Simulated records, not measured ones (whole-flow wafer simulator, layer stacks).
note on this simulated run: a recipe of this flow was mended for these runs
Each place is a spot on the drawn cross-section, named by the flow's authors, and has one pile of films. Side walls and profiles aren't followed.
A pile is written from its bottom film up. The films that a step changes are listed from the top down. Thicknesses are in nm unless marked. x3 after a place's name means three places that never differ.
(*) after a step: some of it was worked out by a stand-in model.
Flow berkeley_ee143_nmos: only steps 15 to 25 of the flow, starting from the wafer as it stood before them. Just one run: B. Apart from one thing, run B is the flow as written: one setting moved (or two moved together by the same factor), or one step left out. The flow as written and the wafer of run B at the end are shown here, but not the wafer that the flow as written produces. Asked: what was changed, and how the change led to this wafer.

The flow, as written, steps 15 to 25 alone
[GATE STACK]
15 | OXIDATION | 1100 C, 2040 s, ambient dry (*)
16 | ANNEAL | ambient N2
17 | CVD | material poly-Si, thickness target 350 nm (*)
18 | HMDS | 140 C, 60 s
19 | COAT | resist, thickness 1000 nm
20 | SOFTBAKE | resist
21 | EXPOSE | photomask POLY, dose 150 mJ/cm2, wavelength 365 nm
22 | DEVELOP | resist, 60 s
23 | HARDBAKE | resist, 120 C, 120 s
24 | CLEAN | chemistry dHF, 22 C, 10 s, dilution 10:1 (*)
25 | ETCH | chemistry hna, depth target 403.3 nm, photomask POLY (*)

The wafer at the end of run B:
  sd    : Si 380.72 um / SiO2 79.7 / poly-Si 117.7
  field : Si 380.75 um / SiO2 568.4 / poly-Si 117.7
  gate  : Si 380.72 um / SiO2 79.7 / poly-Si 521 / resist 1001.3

Cause: step 17, CVD: thickness target 521 nm was run, while the flow as written has thickness target 350 nm.
The wafer lets one read it off: gate has poly-Si 521, and step 17 as written asks for 350 nm.

How this came from the change, step by step:
  17 | CVD | material poly-Si, thickness target 350 nm (*)
      gate, sd, contact, field: +521 poly-Si (new film) (as written it would have been: +350 poly-Si (new film))
  25 | ETCH | chemistry hna, depth target 403.3 nm, photomask POLY (*)
      sd, contact, field: -403.3 poly-Si (as written it would have been: -350 poly-Si (all of it), -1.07 SiO2)
